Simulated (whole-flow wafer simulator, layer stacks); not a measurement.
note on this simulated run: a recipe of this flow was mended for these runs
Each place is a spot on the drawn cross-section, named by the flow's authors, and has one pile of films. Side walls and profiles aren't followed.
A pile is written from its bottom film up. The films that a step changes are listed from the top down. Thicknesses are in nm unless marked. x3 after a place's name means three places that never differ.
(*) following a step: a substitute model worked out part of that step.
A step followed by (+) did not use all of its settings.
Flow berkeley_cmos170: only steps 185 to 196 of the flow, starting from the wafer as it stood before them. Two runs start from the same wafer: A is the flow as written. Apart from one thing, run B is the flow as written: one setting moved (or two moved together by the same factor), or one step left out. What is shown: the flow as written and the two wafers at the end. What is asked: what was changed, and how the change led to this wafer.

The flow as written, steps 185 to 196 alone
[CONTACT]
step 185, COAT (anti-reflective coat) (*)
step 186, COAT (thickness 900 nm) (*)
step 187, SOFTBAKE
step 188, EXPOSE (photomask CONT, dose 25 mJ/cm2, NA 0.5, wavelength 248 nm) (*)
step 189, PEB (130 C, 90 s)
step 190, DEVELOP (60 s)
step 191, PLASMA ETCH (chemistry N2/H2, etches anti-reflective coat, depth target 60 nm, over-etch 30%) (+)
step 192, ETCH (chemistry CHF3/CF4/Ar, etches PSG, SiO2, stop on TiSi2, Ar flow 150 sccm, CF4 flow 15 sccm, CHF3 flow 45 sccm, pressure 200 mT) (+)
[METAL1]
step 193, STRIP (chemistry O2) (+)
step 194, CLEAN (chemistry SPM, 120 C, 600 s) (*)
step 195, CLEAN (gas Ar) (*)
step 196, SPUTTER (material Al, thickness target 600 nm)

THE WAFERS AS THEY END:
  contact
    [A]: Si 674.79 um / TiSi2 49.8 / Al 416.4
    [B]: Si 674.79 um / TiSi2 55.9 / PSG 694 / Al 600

The reason: step 192, ETCH: chemistry CHF3/CF4/Ar, etches PSG, SiO2, stop on TiSi2, Ar flow 150 sccm, CF4 flow 15 sccm, CHF3 flow 45 sccm, pressure 200 mT (+), was skipped.

How this came from the change, step by step:
  step 193, STRIP (chemistry O2) (+)
      field: A -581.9 KrF-resist (all of it), -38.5 anti-reflective coat (all of it) | B -775.8 KrF-resist (all of it), -38.5 anti-reflective coat (all of it)
      mark: A -594.8 KrF-resist (all of it), -60 anti-reflective coat (all of it) | B -788.7 KrF-resist (all of it), -60 anti-reflective coat (all of it)
      (and at 10 other places as well)
  step 195, CLEAN (gas Ar) (*)
      contact: A -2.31 TiSi2 | B -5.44 PSG
  step 196, SPUTTER (material Al, thickness target 600 nm)
      contact: A +416.4 Al (new film) | B +600 Al (new film)
